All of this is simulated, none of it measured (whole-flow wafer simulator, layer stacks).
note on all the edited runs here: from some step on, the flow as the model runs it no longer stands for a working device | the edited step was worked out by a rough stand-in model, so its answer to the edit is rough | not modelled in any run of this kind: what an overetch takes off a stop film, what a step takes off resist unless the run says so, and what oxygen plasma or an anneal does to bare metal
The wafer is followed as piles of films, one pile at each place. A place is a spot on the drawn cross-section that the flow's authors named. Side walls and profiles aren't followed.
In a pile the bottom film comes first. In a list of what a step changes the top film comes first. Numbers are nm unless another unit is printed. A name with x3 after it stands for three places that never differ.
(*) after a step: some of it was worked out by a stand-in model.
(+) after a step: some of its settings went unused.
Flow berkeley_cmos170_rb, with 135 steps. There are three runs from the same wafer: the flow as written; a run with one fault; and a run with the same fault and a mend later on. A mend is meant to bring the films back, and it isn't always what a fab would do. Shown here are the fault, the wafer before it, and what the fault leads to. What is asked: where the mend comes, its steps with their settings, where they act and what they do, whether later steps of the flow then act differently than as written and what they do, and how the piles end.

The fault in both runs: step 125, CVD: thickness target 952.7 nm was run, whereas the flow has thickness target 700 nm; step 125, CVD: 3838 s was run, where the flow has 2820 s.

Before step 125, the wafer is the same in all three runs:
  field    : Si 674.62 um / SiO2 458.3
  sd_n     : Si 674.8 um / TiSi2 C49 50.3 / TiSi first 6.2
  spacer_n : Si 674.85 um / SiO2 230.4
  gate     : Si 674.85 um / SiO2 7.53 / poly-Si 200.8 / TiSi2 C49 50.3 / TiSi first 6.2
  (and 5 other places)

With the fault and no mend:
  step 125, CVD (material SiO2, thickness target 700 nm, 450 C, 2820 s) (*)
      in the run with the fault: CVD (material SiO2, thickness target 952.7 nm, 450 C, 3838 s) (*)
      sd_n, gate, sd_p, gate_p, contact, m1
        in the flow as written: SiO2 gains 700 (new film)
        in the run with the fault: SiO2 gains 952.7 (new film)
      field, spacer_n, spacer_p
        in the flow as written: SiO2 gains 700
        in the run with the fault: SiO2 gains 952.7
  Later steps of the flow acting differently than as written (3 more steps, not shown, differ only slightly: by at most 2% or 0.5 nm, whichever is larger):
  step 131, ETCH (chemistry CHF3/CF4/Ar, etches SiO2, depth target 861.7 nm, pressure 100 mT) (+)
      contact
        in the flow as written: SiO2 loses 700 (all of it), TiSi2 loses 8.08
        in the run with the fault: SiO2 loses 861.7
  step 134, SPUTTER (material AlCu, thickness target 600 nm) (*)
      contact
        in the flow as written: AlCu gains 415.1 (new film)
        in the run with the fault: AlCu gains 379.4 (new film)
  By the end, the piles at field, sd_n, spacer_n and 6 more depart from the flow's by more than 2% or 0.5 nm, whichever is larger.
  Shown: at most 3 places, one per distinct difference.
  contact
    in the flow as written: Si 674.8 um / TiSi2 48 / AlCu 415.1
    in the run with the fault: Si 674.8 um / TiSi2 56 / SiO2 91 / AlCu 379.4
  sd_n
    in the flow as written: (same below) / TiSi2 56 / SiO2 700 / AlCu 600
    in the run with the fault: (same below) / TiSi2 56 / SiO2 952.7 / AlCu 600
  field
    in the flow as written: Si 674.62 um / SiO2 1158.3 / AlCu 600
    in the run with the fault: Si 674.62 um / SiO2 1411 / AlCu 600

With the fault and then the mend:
  After step 125 comes the mend.
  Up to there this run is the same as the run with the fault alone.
  step 125a, ETCH (chemistry boe, depth target 248 nm)
      field, sd_n, spacer_n and 6 more
        SiO2 loses 248
  Every later step of the flow that is run acts as written, at every place that is followed, to within 2% or 0.5 nm, whichever is larger.
  The piles end only slightly different from the flow's at the places that both follow, by no more than 2% or 0.5 nm, whichever is larger.
